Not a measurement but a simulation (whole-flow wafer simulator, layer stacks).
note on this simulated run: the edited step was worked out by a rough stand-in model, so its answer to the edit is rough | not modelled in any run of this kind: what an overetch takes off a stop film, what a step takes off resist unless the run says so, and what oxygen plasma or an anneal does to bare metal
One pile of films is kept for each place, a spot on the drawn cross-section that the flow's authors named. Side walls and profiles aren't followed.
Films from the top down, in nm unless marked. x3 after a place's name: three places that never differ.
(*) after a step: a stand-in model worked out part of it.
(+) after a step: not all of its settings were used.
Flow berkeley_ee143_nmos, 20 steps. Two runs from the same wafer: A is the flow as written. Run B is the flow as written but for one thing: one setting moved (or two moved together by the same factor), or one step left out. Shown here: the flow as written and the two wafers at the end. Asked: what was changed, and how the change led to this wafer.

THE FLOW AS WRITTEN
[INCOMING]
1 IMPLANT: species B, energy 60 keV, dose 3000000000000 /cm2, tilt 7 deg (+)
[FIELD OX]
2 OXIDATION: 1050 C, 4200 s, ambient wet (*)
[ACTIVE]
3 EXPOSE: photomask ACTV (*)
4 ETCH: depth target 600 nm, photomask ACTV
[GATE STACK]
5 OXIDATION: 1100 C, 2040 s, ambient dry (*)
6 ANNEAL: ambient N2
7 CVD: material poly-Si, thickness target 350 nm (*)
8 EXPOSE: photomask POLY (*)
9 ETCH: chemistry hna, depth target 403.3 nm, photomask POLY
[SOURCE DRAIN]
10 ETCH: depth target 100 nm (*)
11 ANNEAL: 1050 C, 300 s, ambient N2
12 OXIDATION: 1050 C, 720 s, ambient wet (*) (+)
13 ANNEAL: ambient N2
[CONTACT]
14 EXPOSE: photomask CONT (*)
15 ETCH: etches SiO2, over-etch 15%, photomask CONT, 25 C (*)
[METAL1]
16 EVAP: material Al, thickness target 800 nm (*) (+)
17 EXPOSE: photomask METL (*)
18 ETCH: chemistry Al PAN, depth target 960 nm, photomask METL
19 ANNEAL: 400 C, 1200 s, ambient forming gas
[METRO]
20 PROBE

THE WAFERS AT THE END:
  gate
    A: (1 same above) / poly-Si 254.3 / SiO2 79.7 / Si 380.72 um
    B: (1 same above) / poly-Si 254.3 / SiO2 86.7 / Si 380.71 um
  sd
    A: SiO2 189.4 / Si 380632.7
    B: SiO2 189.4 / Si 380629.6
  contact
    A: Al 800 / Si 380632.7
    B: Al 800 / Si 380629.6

The cause: step 5, OXIDATION: 2346 s was run, where the flow has 2040 s.

How the change led to this, step by step:
  5 OXIDATION: 1100 C, 2040 s, ambient dry (*)
      gate, sd, contact: A SiO2 +79.7 (new film), Si -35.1 | B SiO2 +86.7 (new film), Si -38.1
      field: A SiO2 +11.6, Si -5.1 | B SiO2 +13.3, Si -5.86
  10 ETCH: depth target 100 nm (*)
      sd, contact: A SiO2 -79.7 (all of it) | B SiO2 -86.7 (all of it)
